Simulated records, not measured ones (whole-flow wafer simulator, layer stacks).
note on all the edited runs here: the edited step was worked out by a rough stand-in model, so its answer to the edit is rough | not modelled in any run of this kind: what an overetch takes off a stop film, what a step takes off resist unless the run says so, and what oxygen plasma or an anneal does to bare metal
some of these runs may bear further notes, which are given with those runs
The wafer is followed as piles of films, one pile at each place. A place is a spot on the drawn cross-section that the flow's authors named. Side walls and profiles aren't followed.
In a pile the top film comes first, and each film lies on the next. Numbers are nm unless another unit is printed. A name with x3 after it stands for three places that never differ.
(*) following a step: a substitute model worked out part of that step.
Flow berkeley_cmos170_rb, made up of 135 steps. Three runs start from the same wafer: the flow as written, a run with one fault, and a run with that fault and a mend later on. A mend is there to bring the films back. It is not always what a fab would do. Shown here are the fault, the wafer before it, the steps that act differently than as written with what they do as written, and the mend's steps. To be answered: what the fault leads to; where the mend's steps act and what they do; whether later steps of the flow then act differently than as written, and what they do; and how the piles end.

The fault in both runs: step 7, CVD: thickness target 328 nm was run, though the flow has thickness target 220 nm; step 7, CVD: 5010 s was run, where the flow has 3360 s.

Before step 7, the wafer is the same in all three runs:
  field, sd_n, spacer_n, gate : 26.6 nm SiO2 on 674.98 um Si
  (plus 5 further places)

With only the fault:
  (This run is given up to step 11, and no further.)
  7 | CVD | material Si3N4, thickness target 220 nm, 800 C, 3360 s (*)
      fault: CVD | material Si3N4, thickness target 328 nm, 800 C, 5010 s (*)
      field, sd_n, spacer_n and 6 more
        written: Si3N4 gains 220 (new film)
        fault: Si3N4 gains 328 (new film)
  Every later step of the flow up to step 11 that is run acts as written at every place that is followed.
  The piles after step 11 differ from the flow's at field, sd_n, spacer_n and 6 more by more than 2% or 0.5 nm, whichever is larger.
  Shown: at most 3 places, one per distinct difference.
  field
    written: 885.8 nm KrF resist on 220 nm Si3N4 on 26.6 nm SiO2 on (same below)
    fault: 885.8 nm KrF resist on 328 nm Si3N4 on 26.6 nm SiO2 on (same below)
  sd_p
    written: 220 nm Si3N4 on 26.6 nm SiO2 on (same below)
    fault: 328 nm Si3N4 on 26.6 nm SiO2 on (same below)

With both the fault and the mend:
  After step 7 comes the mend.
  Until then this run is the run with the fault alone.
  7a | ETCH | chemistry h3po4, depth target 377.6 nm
      field, sd_n, spacer_n and 6 more
        Si3N4 loses 328 (all of it)
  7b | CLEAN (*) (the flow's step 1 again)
      does not change any film at any place that is followed
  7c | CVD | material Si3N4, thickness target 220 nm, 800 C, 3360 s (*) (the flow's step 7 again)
      field, sd_n, spacer_n and 6 more
        Si3N4 gains 220 (new film)
  Every later step of the flow that is run acts as written at every place that is followed.
  The piles end the same as the flow's at every place that both follow.
